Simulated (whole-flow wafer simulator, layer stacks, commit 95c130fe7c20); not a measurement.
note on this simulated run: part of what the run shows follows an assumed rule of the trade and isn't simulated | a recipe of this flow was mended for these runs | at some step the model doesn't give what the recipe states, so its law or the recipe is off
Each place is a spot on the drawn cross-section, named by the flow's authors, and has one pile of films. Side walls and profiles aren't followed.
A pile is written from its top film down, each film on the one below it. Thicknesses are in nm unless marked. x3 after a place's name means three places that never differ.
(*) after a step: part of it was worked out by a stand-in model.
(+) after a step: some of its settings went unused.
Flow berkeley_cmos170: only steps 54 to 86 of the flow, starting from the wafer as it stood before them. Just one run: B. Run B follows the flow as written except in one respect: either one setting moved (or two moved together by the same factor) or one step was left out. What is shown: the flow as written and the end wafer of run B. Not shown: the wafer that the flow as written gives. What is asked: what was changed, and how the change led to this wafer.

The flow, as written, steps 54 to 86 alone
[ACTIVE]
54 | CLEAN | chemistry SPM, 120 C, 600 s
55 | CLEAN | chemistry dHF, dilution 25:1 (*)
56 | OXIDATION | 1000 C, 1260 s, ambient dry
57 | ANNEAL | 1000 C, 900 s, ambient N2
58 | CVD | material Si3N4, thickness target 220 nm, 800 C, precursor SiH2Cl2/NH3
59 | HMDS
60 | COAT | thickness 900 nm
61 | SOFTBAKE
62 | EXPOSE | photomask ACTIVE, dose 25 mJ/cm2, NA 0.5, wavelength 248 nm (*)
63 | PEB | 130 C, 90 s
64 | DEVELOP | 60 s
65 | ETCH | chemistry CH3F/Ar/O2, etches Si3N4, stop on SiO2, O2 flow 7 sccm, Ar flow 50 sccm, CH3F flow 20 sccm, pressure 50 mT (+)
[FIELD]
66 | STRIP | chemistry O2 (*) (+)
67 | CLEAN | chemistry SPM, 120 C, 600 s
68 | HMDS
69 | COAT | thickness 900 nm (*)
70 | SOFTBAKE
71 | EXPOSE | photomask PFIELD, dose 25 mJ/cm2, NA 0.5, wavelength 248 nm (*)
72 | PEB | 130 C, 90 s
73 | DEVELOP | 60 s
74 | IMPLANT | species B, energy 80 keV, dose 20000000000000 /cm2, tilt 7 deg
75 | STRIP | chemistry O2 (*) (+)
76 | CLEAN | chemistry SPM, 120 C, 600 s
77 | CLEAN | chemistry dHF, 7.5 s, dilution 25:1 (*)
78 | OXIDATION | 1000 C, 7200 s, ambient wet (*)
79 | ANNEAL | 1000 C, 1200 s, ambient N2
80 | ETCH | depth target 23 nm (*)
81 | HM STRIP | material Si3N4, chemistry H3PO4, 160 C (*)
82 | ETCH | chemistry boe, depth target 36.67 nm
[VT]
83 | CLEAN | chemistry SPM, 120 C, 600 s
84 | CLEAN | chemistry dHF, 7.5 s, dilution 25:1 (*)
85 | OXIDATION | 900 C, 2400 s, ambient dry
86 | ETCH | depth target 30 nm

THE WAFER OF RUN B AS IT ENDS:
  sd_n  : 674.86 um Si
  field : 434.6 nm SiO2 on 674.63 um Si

The reason: step 58, CVD: thickness target 480 nm was run, while the flow as written has thickness target 220 nm.

Step by step, how the change led to this:
  58 | CVD | material Si3N4, thickness target 220 nm, 800 C, precursor SiH2Cl2/NH3
      field, mark, sd_n and 10 more: Si3N4 gains 480 (new film) (it would be, as written: Si3N4 gains 220 (new film))
  65 | ETCH | chemistry CH3F/Ar/O2, etches Si3N4, stop on SiO2, O2 flow 7 sccm, Ar flow 50 sccm, CH3F flow 20 sccm, pressure 50 mT (+)
      mark, sd_n, spacer_n and 9 more: KrF-resist loses 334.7 (it would be, as written: KrF-resist loses 161.3)
      field: Si3N4 loses 480 (all of it), SiO2 loses 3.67 (it would be, as written: Si3N4 loses 220 (all of it), SiO2 loses 3.67)
  66 | STRIP | chemistry O2 (*) (+)
      mark, sd_n, spacer_n and 9 more: KrF-resist loses 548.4 (all of it) (it would be, as written: KrF-resist loses 721.7 (all of it))
  69 | COAT | thickness 900 nm (*)
      field: KrF-resist gains 1030.7 (new film) (it would be, as written: KrF-resist gains 957.2 (new film))
      sd_n: KrF-resist gains 664.3 (new film) (it would be, as written: KrF-resist gains 784.1 (new film))
      (as well as at 10 more places)
  73 | DEVELOP | 60 s
      field: KrF-resist loses 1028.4 (all of it) (it would be, as written: KrF-resist loses 955 (all of it))
  75 | STRIP | chemistry O2 (*) (+)
      sd_n: KrF-resist loses 648 (all of it) (it would be, as written: KrF-resist loses 767.4 (all of it))
      spacer_n: KrF-resist loses 719.5 (all of it) (it would be, as written: KrF-resist loses 803.4 (all of it))
      (as well as at 9 more places)
  78 | OXIDATION | 1000 C, 7200 s, ambient wet (*)
      sd_n, sd_p: SiO2 gains 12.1 (new film), Si3N4 loses 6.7 (it would be, as written: SiO2 gains 12.1 (new film), Si3N4 loses 6.7, SiO2 gains 0.07, Si loses 0.07)
  81 | HM STRIP | material Si3N4, chemistry H3PO4, 160 C (*)
      mark, sd_n, spacer_n and 9 more: Si3N4 loses 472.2 (all of it), SiO2 loses 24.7 (it would be, as written: Si3N4 loses 212.2 (all of it), SiO2 loses 11.1)
      field: SiO2 loses 39.4 (it would be, as written: SiO2 loses 17.7)
  82 | ETCH | chemistry boe, depth target 36.67 nm
      mark, spacer_n, gate_n and 7 more: SiO2 loses 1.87 (all of it) (it would be, as written: SiO2 loses 15.5 (all of it))
      sd_n, sd_p: SiO2 loses 1.96 (all of it) (it would be, as written: SiO2 loses 15.5 (all of it))
